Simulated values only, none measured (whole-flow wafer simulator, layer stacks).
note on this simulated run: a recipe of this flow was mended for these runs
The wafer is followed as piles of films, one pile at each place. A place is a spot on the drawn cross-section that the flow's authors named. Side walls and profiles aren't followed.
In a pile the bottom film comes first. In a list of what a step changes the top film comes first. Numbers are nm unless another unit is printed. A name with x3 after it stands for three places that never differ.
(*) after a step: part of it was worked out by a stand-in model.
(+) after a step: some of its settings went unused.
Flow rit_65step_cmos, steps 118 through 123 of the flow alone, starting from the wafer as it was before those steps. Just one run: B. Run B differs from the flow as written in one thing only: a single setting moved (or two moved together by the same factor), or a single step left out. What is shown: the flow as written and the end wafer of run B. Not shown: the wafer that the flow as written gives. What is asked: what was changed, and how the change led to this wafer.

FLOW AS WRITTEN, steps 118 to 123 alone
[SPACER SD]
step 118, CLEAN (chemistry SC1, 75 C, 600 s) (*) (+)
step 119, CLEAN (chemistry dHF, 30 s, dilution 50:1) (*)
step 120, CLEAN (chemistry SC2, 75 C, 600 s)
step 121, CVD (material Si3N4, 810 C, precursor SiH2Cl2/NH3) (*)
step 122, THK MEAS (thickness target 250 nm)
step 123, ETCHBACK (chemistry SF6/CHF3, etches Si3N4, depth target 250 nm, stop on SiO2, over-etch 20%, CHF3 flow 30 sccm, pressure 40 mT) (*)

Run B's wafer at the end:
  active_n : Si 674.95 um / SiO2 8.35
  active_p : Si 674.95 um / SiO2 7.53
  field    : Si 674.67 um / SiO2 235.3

What caused this: step 119, CLEAN: 42 s was run, whereas the flow has 30 s.

Step by step, how the change led to this:
  step 119, CLEAN (chemistry dHF, 30 s, dilution 50:1) (*)
      field, active_n, gate_n, spacer, sd_n x3: SiO2 loses 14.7 (as written it would have been: SiO2 loses 10.5)
      field_p, active_p, gate_p, spacer_p, sd_p: SiO2 loses 15.5 (as written it would have been: SiO2 loses 11.1)
      (as well as at 2 more places)
